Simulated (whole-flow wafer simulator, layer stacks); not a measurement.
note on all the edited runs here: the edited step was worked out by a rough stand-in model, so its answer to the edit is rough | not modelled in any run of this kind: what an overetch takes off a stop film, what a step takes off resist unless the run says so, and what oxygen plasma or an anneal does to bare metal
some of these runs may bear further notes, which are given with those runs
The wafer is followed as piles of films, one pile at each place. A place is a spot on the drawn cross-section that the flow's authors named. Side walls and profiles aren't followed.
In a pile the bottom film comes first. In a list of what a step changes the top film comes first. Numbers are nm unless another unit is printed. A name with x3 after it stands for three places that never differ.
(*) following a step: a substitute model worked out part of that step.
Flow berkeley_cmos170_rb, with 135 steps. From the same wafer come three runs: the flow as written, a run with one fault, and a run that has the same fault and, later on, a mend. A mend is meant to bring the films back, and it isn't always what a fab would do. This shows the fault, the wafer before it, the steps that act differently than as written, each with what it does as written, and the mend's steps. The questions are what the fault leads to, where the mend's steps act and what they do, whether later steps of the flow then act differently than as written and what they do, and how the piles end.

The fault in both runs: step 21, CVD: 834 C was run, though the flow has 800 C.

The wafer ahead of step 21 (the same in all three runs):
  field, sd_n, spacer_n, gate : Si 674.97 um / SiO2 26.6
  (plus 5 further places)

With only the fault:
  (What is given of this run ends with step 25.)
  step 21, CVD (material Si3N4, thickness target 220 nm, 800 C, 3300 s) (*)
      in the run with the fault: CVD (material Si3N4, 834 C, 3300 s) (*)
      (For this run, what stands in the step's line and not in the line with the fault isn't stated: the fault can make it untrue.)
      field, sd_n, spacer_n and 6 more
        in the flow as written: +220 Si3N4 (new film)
        in the run with the fault: +324.9 Si3N4 (new film)
  Every later step of the flow up to step 25 that is run acts as written at every place that is followed.
  The piles after step 25 differ from the flow's at field, sd_n, spacer_n and 6 more by more than 2% or 0.5 nm, whichever is larger.
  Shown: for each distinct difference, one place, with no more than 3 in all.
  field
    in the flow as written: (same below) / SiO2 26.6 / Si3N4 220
    in the run with the fault: (same below) / SiO2 26.6 / Si3N4 324.9
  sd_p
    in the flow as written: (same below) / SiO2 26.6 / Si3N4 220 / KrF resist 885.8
    in the run with the fault: (same below) / SiO2 26.6 / Si3N4 324.9 / KrF resist 885.8

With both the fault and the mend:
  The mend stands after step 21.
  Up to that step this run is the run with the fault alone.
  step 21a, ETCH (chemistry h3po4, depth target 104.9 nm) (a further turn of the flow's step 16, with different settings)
      field, sd_n, spacer_n and 6 more
        -104.9 Si3N4
  Every later step of the flow that is run acts as written at every place that is followed.
  The piles end the same as the flow's at every place that both follow.
